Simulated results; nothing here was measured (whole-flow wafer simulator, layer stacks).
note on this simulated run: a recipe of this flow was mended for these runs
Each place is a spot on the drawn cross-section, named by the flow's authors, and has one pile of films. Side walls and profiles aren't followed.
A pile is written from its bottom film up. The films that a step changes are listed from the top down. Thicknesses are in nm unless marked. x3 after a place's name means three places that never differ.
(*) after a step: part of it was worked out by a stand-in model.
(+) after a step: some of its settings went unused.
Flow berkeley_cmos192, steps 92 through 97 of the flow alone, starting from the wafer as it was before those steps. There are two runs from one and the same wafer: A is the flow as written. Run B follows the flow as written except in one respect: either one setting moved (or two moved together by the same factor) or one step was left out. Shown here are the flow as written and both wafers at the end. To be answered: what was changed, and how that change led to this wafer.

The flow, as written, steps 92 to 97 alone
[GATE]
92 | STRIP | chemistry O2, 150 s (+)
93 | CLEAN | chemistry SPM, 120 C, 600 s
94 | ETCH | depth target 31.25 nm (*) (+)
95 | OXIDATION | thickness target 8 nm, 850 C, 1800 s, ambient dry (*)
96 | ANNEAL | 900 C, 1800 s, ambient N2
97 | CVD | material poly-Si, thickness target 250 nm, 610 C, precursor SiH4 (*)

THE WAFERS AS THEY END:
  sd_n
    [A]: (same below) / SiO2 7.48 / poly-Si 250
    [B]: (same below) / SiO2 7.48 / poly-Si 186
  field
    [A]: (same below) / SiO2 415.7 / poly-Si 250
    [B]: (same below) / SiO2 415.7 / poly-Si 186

Cause: step 97, CVD: thickness target 186 nm was run, whereas the flow has thickness target 250 nm.
One can read it off the wafer: sd_n has poly-Si 186, and step 97 as written asks for 250 nm.

The path from the change to this, step by step:
  97 | CVD | material poly-Si, thickness target 250 nm, 610 C, precursor SiH4 (*)
      field, sd_n, spacer_n, gate, sd_p, spacer_p x2, contact, m1: A +250 poly-Si (new film) | B +186 poly-Si (new film)
